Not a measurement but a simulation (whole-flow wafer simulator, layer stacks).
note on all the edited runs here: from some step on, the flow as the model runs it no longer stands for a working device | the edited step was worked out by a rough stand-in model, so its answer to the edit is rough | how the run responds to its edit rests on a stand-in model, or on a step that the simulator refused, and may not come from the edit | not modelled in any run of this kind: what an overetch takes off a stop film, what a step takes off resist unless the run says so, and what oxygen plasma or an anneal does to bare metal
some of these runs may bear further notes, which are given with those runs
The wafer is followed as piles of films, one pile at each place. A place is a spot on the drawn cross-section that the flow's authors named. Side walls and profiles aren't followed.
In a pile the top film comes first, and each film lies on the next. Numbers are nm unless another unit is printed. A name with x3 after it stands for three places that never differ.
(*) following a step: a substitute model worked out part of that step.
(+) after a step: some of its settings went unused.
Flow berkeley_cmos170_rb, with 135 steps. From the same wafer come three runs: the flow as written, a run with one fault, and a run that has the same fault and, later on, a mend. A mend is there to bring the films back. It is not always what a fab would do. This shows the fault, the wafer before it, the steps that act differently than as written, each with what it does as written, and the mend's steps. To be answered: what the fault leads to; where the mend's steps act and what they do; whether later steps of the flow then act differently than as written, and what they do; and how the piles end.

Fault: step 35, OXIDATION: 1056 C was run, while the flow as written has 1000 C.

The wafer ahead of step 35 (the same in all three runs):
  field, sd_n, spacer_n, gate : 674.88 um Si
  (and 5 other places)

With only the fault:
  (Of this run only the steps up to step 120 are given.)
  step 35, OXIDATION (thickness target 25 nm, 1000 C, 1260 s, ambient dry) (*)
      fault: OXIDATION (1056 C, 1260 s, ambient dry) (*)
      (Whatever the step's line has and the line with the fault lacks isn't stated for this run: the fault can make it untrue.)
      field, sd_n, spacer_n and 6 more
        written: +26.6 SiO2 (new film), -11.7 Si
        fault: +42.6 SiO2 (new film), -18.8 Si
  Steps further on in the flow that do not act as written (not shown: 24 more steps that differ only slightly, by at most 2% or 0.5 nm, whichever is larger):
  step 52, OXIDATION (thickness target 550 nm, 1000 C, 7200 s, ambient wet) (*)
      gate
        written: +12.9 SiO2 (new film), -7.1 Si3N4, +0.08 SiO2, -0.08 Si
        fault: +12.9 SiO2 (new film), -7.1 Si3N4
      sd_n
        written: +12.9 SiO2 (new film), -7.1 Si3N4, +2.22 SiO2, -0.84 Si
        fault: +12.9 SiO2 (new film), -7.1 Si3N4, +10 SiO2, -4.18 Si
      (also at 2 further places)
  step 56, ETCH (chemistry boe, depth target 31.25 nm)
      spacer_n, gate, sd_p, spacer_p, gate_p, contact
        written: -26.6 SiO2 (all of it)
        fault: -31.2 SiO2
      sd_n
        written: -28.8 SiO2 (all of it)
        fault: -31.2 SiO2
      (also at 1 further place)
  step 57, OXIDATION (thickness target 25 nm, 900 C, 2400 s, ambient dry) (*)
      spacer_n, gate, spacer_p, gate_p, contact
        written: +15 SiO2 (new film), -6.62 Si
        fault: +11.8 SiO2, -5.17 Si
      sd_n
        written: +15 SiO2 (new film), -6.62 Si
        fault: +10 SiO2, -4.42 Si
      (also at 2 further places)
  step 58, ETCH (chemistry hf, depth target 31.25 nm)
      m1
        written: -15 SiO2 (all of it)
        fault: -31.3 SiO2
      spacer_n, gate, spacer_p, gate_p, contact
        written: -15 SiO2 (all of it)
        fault: -23.2 SiO2 (all of it)
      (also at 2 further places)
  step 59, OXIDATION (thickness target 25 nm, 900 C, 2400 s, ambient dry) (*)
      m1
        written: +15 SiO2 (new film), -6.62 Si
        fault: +11.3 SiO2, -4.95 Si
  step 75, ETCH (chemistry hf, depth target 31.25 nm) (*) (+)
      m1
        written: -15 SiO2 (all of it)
        fault: -16.7 SiO2 (all of it)
  The piles after step 120 are only slightly different from the flow's at the places that both follow, by no more than 2% or 0.5 nm, whichever is larger.

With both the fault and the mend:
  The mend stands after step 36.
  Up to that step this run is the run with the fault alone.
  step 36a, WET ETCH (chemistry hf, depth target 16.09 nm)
      field, sd_n, spacer_n and 6 more
        -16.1 SiO2
  None of the later steps of the flow differs from how it acts as written, at any place that is followed, by more than 2% or 0.5 nm, whichever is larger.
  The piles end only slightly different from the flow's at the places that both follow, by no more than 2% or 0.5 nm, whichever is larger.
